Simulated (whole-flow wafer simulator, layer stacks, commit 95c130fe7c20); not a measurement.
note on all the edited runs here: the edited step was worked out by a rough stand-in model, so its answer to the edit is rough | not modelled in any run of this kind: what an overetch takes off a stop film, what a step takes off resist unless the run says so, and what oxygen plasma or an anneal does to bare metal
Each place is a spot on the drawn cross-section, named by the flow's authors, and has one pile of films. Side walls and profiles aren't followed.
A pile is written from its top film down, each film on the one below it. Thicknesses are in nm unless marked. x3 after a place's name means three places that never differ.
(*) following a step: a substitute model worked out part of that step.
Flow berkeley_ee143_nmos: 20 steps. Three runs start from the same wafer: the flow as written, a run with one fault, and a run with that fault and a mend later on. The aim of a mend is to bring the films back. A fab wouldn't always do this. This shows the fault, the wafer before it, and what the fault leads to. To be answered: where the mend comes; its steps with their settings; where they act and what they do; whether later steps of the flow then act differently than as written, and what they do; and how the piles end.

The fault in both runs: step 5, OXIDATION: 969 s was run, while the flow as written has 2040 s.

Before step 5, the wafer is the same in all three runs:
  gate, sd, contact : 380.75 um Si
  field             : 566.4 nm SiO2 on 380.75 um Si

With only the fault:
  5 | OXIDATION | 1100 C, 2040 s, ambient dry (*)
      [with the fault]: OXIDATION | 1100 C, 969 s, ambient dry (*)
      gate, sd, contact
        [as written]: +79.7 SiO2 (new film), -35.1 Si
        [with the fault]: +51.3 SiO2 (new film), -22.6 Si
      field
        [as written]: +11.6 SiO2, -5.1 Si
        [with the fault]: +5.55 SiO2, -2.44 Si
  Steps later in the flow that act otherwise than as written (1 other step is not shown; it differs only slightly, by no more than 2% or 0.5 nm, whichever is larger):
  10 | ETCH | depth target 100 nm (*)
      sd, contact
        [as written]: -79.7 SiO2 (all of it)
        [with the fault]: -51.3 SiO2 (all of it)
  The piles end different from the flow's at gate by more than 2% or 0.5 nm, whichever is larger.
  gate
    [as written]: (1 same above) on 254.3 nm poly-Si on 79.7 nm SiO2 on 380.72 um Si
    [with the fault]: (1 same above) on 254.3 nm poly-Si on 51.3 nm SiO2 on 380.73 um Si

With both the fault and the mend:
  The mend stands after step 5.
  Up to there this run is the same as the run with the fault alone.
  5a | OXIDATION | 1100 C, 1071 s, ambient dry (*) (a further turn of the flow's step 5, with different settings)
      gate, sd, contact
        +28.5 SiO2, -12.5 Si
      field
        +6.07 SiO2, -2.67 Si
  None of the later steps of the flow differs from how it acts as written, at any place that is followed, by more than 2% or 0.5 nm, whichever is larger.
  The piles end only slightly different from the flow's at the places that both follow, by no more than 2% or 0.5 nm, whichever is larger.
